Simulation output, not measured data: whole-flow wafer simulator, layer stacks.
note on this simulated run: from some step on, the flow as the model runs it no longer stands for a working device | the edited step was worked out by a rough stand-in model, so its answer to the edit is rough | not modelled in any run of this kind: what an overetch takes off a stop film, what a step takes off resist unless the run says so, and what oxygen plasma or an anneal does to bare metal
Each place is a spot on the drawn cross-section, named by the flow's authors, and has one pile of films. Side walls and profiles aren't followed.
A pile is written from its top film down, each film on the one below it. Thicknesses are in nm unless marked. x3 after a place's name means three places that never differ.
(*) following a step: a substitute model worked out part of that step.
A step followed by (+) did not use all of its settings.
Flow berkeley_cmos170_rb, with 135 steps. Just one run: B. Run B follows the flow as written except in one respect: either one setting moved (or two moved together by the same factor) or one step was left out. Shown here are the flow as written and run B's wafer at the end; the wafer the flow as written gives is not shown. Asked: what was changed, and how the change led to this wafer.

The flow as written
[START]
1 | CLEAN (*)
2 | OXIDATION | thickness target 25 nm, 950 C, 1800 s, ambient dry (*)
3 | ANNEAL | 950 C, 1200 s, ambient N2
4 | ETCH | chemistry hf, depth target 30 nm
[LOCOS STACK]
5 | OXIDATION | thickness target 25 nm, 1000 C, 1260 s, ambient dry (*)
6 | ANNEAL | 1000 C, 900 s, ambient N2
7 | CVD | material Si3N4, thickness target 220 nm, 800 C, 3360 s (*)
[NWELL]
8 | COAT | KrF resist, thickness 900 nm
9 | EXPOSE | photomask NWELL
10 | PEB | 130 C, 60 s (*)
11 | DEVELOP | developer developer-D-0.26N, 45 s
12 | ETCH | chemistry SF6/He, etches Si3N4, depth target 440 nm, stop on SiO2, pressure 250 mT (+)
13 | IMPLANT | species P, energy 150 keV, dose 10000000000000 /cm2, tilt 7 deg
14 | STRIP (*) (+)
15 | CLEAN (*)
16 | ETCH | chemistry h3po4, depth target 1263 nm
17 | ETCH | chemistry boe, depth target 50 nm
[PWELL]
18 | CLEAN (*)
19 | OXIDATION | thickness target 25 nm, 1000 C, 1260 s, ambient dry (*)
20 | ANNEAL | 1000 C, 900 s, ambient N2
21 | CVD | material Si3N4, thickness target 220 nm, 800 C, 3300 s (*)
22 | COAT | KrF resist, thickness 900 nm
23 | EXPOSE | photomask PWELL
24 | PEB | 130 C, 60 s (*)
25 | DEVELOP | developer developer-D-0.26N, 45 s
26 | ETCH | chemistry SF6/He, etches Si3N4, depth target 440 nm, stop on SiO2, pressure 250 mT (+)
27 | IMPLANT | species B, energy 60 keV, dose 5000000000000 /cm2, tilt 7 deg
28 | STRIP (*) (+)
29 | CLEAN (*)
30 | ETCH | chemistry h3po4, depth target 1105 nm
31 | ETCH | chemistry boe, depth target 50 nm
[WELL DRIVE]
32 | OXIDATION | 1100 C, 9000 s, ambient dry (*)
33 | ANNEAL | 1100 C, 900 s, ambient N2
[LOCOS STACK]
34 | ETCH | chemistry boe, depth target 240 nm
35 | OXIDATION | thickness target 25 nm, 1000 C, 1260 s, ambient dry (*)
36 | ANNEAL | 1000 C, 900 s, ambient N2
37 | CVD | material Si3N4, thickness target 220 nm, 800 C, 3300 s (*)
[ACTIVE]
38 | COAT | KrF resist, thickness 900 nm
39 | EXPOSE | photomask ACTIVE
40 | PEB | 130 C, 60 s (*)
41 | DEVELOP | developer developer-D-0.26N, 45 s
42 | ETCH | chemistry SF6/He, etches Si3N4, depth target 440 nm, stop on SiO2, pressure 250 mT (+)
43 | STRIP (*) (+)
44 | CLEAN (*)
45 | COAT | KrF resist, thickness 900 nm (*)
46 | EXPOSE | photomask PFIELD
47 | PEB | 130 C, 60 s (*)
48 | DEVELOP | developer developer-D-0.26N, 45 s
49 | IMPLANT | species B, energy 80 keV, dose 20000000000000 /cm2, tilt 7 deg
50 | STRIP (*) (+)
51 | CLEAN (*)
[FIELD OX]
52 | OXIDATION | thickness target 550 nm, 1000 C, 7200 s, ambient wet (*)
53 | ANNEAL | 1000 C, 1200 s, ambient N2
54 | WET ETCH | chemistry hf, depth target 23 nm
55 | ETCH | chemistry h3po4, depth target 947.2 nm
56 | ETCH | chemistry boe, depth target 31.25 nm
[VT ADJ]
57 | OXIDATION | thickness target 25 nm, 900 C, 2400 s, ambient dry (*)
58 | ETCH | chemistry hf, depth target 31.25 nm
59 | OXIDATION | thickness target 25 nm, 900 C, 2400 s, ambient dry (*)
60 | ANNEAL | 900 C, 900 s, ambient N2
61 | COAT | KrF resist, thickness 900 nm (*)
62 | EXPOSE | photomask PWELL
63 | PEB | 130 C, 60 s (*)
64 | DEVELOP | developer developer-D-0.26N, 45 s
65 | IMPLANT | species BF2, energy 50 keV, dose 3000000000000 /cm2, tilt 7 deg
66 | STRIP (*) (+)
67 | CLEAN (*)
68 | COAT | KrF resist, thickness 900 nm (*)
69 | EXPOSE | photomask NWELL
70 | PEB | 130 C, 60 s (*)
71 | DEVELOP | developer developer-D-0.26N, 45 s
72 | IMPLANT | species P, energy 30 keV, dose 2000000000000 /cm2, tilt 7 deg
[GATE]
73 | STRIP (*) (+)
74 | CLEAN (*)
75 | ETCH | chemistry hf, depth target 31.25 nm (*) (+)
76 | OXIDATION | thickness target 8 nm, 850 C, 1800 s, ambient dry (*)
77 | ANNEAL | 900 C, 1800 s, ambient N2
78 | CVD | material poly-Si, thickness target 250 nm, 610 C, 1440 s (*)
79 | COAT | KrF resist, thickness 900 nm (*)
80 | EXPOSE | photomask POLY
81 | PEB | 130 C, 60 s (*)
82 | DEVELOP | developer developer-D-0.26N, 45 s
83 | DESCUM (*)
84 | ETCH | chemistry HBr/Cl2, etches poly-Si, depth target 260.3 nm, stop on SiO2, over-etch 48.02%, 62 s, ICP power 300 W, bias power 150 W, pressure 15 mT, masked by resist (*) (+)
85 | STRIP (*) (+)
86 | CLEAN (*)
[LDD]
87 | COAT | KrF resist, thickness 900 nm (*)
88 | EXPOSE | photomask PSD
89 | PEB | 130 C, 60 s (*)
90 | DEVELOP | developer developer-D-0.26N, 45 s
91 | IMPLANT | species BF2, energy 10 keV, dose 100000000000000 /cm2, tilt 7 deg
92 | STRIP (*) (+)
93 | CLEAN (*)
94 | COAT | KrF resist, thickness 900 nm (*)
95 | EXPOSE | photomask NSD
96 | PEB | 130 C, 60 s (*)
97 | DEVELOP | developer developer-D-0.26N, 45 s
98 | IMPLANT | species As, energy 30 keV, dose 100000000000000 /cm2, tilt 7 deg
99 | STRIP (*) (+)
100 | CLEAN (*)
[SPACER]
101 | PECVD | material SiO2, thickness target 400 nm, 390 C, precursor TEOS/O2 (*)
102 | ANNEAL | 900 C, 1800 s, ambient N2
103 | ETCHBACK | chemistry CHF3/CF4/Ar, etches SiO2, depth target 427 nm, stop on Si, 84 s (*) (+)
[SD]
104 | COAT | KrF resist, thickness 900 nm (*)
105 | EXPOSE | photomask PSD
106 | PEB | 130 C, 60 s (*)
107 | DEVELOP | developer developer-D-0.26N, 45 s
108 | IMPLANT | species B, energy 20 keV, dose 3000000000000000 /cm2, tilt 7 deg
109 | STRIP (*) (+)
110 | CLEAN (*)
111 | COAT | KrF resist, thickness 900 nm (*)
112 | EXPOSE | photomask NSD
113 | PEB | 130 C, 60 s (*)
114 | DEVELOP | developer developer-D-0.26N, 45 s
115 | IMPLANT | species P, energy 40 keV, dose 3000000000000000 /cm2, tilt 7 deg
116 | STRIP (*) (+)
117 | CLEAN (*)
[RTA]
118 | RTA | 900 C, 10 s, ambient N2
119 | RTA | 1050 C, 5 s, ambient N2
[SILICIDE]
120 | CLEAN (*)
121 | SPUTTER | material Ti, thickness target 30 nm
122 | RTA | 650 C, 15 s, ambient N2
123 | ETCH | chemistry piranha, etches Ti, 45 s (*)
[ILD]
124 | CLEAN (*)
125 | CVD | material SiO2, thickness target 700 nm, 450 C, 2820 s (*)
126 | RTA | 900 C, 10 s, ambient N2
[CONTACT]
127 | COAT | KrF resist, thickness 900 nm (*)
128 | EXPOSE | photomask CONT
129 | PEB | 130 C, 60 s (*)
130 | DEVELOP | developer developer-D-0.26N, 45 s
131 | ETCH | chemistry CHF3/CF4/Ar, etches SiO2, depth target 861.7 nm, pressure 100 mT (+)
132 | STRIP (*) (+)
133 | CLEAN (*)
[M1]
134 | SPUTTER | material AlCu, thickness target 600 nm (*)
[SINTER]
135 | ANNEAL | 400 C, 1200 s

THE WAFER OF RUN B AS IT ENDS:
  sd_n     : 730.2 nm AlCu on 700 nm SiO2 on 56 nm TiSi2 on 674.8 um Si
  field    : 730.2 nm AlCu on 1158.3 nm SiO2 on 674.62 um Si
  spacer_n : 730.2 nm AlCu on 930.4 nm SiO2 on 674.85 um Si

What caused this: step 134, SPUTTER: thickness target 730.2 nm was run, while the flow as written has thickness target 600 nm.
One can read it off the wafer: sd_n has AlCu 730.2, and step 134 as written asks for 600 nm.

How this came from the change, step by step:
  134 | SPUTTER | material AlCu, thickness target 600 nm (*)
      field, sd_n, spacer_n, gate, spacer_p, gate_p, m1: AlCu gains 730.2 (new film) (as written it would have been: AlCu gains 600 (new film))
      sd_p: AlCu gains 670.8 (new film) (as written it would have been: AlCu gains 545.9 (new film))
      (also at 1 further place)
